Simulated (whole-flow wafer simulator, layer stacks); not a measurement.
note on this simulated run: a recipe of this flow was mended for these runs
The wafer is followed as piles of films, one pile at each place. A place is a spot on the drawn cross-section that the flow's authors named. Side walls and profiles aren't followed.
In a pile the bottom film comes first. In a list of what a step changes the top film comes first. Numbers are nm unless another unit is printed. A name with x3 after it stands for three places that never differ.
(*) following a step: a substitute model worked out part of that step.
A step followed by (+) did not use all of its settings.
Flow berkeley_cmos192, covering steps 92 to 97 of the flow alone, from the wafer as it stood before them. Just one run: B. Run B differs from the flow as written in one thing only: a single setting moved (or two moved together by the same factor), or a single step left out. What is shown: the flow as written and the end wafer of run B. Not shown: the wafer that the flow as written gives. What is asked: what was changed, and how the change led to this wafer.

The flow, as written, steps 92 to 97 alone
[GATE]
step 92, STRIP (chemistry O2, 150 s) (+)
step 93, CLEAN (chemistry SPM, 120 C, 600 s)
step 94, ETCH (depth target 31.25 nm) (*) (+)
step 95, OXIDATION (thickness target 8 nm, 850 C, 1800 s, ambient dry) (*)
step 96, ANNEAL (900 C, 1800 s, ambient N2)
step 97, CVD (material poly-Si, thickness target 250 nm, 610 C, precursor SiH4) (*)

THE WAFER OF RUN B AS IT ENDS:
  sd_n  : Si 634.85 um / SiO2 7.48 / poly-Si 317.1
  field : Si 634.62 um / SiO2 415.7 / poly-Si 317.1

Cause: step 97, CVD: 622 C was run, while the flow as written has 610 C.

How this came from the change, step by step:
  step 97, CVD (material poly-Si, thickness target 250 nm, 610 C, precursor SiH4) (*)
      field, sd_n, spacer_n, gate, sd_p, spacer_p x2, contact, m1: poly-Si gains 317.1 (new film) (as written it would have been: poly-Si gains 250 (new film))
